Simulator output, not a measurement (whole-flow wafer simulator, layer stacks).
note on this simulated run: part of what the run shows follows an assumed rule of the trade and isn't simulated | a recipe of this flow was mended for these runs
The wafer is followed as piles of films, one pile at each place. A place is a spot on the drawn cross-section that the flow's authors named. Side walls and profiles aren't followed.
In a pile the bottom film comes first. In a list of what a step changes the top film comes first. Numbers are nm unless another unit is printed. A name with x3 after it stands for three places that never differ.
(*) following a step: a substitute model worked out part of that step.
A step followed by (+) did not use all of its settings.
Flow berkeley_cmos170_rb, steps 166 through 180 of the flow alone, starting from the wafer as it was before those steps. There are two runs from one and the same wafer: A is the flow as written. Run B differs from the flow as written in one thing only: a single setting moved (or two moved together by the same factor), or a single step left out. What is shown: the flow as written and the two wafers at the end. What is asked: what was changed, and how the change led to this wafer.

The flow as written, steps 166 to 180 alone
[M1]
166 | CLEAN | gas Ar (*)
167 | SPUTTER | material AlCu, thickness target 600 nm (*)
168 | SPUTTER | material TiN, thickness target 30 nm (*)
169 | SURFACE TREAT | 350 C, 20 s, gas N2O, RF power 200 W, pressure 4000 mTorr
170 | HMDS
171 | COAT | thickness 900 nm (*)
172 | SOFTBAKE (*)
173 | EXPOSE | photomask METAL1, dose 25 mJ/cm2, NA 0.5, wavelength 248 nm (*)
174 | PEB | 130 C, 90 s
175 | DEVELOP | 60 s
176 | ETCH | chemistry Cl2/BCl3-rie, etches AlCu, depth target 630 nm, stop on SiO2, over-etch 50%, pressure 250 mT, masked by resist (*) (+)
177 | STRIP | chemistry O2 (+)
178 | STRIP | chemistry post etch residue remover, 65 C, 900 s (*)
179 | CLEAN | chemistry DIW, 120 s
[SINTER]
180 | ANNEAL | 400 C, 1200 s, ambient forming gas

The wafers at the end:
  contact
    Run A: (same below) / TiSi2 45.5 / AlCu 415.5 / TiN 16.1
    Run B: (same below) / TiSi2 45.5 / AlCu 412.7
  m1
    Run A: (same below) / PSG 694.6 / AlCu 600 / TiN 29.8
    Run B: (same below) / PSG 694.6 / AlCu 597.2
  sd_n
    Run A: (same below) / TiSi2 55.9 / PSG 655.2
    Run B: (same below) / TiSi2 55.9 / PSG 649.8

What caused this: step 168, SPUTTER: material TiN, thickness target 30 nm (*), was skipped.

Step by step, how the change led to this:
  175 | DEVELOP | 60 s
      field: A KrF-resist loses 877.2 (all of it) | B KrF-resist loses 875.3 (all of it), AlCu loses 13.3
      sd_n: A KrF-resist loses 803 (all of it) | B KrF-resist loses 805.1 (all of it), AlCu loses 13.3
      (and at 5 other places as well)
  176 | ETCH | chemistry Cl2/BCl3-rie, etches AlCu, depth target 630 nm, stop on SiO2, over-etch 50%, pressure 250 mT, masked by resist (*) (+)
      field, sd_n, spacer_n, gate, spacer_p, gate_p: A TiN loses 30 (all of it), AlCu loses 600 (all of it), PSG loses 39.4 | B AlCu loses 586.7 (all of it), PSG loses 44.8
      sd_p: A TiN loses 25.8 (all of it), AlCu loses 549.6 (all of it), PSG loses 46.2 | B AlCu loses 536.3 (all of it), PSG loses 51.1
      (and at 2 other places as well)
  177 | STRIP | chemistry O2 (+)
      m1: A KrF-resist loses 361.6 (all of it) | B KrF-resist loses 394.3 (all of it)
  178 | STRIP | chemistry post etch residue remover, 65 C, 900 s (*)
      contact, m1: A TiN loses 0.19 | B AlCu loses 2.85
